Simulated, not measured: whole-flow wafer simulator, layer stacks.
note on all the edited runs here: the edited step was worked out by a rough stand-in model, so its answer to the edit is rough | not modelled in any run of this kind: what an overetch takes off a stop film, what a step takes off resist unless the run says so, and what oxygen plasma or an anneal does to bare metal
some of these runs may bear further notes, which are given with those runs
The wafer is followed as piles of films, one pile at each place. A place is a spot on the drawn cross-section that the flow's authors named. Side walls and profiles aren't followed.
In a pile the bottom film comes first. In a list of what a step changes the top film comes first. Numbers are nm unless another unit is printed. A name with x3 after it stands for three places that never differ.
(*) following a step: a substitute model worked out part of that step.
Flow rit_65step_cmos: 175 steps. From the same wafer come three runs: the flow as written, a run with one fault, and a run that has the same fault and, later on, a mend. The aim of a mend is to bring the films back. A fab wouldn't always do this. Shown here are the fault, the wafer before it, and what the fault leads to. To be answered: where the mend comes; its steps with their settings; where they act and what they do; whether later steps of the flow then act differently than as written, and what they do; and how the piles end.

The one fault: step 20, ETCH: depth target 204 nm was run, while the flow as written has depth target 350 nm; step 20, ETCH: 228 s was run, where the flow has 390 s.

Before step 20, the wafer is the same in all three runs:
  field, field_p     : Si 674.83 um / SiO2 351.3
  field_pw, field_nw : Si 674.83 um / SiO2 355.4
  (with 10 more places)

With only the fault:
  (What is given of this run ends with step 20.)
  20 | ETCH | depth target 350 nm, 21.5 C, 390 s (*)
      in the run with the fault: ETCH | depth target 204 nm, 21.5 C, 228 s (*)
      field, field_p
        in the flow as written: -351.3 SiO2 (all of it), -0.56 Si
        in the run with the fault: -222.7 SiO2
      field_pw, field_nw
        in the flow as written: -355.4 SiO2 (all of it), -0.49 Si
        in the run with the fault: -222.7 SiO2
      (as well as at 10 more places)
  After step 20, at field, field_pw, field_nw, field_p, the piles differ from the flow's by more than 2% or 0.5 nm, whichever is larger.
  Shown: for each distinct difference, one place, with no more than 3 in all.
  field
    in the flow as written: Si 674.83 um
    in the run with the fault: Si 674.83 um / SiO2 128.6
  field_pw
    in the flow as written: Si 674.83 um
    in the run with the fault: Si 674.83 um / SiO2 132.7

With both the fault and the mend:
  The mend stands after step 20.
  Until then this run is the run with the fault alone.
  20a | ETCH | depth target 146 nm, 21.5 C, 162 s (the flow's step 20 again, with other settings)
      field, field_p
        -128.6 SiO2 (all of it)
      field_pw, field_nw
        -132.7 SiO2 (all of it)
  Every later step of the flow that is run acts as written, at every place that is followed, to within 2% or 0.5 nm, whichever is larger.
  The piles end only slightly different from the flow's at the places that both follow, by no more than 2% or 0.5 nm, whichever is larger.
